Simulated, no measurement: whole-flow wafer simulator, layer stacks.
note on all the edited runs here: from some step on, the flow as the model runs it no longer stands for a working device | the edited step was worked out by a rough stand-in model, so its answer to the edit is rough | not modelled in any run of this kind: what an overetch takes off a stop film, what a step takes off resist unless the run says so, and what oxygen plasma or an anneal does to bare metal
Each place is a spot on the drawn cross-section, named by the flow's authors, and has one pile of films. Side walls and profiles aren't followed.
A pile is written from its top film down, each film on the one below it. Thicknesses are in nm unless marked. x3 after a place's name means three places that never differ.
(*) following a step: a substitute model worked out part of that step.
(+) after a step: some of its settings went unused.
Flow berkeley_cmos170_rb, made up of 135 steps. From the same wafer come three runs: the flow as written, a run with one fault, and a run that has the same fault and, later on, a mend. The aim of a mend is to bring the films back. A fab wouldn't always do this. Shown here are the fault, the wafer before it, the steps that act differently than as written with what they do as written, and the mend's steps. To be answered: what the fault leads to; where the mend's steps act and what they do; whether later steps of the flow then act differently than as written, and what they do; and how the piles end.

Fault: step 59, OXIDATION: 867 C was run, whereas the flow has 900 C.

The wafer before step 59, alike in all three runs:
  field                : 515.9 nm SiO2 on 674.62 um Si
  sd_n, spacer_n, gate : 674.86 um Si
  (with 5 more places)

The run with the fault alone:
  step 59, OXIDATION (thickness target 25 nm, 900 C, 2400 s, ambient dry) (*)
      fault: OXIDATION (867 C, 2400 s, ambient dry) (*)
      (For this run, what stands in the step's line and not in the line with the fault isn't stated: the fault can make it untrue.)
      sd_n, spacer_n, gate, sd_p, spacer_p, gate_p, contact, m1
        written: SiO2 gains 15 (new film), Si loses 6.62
        fault: SiO2 gains 10.7 (new film), Si loses 4.73
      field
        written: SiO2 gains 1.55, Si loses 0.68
        fault: SiO2 gains 0.84, Si loses 0.37
  Steps later in the flow that act otherwise than as written (30 other steps are not shown; they differ only slightly, by no more than 2% or 0.5 nm, whichever is larger):
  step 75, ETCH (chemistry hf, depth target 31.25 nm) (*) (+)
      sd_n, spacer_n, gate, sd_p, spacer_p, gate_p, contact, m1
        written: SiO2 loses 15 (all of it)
        fault: SiO2 loses 10.7 (all of it)
  The piles end only slightly different from the flow's at the places that both follow, by no more than 2% or 0.5 nm, whichever is larger.

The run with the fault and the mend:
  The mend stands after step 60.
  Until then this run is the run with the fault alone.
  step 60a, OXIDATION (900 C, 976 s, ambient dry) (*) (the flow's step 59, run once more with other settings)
      sd_n, spacer_n, gate, sd_p, spacer_p, gate_p, contact, m1
        SiO2 gains 4.29, Si loses 1.89
      field
        SiO2 gains 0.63, Si loses 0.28
  None of the later steps of the flow differs from how it acts as written, at any place that is followed, by more than 2% or 0.5 nm, whichever is larger.
  The piles end only slightly different from the flow's at the places that both follow, by no more than 2% or 0.5 nm, whichever is larger.
